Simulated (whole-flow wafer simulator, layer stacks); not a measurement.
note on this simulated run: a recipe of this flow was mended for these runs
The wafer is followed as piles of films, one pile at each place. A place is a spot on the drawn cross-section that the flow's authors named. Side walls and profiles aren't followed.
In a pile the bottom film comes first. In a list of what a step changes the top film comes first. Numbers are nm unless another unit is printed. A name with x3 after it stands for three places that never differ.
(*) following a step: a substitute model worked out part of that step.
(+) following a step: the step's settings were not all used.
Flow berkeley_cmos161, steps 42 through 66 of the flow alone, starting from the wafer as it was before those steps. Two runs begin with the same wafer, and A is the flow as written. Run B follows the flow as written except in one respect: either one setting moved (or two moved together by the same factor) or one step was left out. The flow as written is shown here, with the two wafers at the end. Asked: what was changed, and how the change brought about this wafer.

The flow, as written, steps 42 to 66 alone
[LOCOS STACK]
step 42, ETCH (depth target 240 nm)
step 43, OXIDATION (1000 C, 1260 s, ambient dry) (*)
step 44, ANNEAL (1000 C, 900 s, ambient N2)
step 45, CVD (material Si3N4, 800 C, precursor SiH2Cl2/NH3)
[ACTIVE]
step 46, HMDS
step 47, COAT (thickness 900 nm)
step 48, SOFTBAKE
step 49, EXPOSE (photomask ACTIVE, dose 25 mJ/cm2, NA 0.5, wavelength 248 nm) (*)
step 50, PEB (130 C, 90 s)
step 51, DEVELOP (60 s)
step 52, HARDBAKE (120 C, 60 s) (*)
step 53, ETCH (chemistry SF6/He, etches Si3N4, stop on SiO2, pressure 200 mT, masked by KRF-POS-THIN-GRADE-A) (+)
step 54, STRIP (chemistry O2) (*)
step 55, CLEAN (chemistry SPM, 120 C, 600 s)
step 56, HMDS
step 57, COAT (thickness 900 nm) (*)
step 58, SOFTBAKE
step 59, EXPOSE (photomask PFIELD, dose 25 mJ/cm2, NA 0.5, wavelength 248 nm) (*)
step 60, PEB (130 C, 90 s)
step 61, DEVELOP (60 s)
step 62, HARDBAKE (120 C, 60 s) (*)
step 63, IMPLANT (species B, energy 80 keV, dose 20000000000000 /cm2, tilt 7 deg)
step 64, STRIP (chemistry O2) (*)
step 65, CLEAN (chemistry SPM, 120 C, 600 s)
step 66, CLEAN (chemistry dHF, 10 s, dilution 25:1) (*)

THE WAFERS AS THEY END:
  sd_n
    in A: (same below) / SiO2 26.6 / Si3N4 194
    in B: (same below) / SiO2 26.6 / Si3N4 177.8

Cause: step 45, CVD: 792 C was run, while the flow as written has 800 C.

Step by step, how the change led to this:
  step 45, CVD (material Si3N4, 800 C, precursor SiH2Cl2/NH3)
      field, sd_n, spacer_n and 6 more: A +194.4 Si3N4 (new film) | B +178.2 Si3N4 (new film)
  step 53, ETCH (chemistry SF6/He, etches Si3N4, stop on SiO2, pressure 200 mT, masked by KRF-POS-THIN-GRADE-A) (+)
      sd_n, spacer_n, gate_n, sd_p, spacer_p, gate_p, contact, m1: A -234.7 KrF-resist | B -217 KrF-resist
      field: A -194.4 Si3N4 (all of it), -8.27 SiO2 | B -178.2 Si3N4 (all of it), -8.27 SiO2
  step 54, STRIP (chemistry O2) (*)
      sd_n, spacer_n, gate_n, sd_p, spacer_p, gate_p, contact, m1: A -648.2 KrF-resist (all of it) | B -665.9 KrF-resist (all of it)
